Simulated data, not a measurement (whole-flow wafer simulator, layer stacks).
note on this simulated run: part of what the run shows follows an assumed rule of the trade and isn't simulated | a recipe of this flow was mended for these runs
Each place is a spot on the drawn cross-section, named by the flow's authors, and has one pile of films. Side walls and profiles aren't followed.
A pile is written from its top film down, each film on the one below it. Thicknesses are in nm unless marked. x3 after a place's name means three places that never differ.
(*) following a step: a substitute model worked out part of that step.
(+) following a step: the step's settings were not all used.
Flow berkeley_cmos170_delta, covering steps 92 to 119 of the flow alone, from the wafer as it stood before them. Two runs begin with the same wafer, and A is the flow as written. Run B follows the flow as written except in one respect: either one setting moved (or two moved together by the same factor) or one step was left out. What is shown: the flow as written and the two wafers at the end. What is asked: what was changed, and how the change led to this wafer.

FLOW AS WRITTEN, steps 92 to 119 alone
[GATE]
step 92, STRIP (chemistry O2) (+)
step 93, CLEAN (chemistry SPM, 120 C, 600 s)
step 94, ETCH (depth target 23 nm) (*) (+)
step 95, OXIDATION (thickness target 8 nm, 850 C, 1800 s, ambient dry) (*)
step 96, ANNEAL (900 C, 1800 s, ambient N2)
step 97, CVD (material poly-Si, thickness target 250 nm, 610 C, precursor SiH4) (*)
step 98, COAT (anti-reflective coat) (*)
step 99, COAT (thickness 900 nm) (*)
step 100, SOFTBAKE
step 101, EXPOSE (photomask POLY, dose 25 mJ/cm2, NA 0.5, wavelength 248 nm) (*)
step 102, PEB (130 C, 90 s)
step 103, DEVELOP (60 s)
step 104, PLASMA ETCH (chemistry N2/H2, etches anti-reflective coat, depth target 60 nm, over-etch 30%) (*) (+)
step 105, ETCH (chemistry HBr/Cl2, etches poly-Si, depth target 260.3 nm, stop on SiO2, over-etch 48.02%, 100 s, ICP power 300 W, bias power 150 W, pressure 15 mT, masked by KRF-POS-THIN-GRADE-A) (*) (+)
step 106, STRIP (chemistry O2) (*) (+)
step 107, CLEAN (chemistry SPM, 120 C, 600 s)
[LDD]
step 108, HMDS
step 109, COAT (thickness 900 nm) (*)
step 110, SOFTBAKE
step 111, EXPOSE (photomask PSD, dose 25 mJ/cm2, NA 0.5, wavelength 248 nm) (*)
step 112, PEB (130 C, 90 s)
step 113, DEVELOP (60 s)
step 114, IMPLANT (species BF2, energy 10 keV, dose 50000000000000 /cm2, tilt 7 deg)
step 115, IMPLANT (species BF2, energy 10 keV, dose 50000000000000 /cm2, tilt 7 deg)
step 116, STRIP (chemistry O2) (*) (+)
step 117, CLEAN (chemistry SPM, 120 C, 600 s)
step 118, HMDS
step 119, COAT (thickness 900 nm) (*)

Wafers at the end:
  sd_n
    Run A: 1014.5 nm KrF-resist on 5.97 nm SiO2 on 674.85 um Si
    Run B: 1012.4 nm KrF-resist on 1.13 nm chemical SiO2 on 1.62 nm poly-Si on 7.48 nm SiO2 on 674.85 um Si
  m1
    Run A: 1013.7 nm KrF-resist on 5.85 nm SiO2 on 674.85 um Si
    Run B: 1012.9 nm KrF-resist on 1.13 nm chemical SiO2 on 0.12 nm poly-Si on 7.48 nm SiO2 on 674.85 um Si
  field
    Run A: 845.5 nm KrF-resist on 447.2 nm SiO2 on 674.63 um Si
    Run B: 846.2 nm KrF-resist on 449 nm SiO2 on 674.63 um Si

The reason: step 105, ETCH: depth target 166.6 nm was run, while the flow as written has depth target 260.3 nm; step 105, ETCH: 64 s was run, where the flow has 100 s.

How this came from the change, step by step:
  step 105, ETCH (chemistry HBr/Cl2, etches poly-Si, depth target 260.3 nm, stop on SiO2, over-etch 48.02%, 100 s, ICP power 300 W, bias power 150 W, pressure 15 mT, masked by KRF-POS-THIN-GRADE-A) (*) (+)
      field: A poly-Si loses 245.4 (all of it), SiO2 loses 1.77 | B poly-Si loses 245.4 (all of it)
      sd_n: A poly-Si loses 248.7 (all of it), SiO2 loses 1.52 | B poly-Si loses 246.6
      (as well as at 7 more places)
  step 106, STRIP (chemistry O2) (*) (+)
      sd_n, m1: A nothing | B chemical SiO2 gains 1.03 (new film), poly-Si loses 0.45
      gate: A chemical SiO2 gains 0.77 (new film), KrF-resist loses 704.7 (all of it), anti-reflective coat loses 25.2 (all of it), poly-Si loses 0.34 | B chemical SiO2 gains 0.78 (new film), KrF-resist loses 751 (all of it), anti-reflective coat loses 25.2 (all of it), poly-Si loses 0.35
      (as well as at 1 more place)
